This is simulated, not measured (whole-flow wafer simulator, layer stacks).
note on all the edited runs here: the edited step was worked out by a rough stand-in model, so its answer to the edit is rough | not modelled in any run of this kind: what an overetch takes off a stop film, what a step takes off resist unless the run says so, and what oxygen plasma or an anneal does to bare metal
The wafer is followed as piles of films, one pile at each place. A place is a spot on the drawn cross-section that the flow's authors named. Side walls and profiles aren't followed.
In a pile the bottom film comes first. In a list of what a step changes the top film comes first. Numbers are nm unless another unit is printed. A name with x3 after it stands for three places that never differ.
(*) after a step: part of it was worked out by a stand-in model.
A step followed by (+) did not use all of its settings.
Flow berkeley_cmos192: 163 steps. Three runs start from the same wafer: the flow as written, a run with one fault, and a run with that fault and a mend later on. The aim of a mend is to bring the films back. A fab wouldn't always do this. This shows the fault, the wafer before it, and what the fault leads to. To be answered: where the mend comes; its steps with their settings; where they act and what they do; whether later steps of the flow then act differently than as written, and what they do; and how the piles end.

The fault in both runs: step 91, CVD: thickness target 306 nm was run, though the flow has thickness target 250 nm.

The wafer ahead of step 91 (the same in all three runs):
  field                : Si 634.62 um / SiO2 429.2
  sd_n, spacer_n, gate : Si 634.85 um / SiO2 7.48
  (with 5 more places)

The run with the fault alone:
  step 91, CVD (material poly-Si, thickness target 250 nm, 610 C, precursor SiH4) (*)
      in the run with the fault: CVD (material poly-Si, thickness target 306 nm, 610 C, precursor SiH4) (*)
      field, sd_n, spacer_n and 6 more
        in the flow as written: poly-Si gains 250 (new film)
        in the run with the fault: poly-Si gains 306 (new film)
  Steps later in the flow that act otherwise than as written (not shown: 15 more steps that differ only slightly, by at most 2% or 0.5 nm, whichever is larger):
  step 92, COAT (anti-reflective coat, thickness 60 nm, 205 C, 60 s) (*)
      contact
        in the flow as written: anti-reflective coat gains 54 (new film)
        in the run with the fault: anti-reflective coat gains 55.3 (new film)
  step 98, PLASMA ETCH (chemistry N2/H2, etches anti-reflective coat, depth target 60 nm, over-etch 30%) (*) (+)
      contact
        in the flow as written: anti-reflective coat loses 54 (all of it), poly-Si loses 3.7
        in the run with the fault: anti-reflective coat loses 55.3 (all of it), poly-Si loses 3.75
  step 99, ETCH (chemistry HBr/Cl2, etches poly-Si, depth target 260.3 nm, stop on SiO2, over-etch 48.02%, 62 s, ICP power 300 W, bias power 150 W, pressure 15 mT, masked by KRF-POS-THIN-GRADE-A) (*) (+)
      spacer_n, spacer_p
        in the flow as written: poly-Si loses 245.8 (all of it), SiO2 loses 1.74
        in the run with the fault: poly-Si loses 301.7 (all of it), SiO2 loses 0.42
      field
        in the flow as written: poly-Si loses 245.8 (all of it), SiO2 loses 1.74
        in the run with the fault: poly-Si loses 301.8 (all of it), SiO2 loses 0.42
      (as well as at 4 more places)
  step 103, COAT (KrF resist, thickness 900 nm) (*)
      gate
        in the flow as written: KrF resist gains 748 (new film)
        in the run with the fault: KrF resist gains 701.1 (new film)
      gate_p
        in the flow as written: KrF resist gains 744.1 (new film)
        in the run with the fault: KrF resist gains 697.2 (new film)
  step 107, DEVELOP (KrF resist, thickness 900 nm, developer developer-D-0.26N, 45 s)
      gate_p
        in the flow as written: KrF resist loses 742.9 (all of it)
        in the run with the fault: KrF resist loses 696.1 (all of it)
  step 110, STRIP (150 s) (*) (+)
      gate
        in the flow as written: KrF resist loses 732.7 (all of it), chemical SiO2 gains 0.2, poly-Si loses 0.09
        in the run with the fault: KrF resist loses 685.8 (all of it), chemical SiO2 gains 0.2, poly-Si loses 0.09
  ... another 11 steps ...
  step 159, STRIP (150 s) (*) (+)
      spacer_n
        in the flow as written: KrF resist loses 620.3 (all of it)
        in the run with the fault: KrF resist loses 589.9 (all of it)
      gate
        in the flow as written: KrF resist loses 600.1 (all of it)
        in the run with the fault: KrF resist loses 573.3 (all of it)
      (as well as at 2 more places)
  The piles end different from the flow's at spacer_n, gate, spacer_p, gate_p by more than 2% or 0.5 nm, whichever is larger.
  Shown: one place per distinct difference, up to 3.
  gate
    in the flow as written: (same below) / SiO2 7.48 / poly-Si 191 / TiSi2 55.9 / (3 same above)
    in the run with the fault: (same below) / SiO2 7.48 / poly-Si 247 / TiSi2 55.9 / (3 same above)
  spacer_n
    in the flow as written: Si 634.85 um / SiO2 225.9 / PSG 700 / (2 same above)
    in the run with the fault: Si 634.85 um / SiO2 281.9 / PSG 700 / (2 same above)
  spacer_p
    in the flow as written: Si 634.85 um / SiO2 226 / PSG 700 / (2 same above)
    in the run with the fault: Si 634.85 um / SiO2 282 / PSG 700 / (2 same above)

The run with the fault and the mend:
  After step 91 comes the mend.
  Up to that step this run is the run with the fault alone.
  step 91a, ETCH (chemistry tmah, depth target 56 nm)
      field, sd_n, spacer_n and 6 more
        poly-Si loses 56
  Every later step of the flow that is run acts as written at every place that is followed.
  By the end, the piles equal the flow's at every place that both follow.
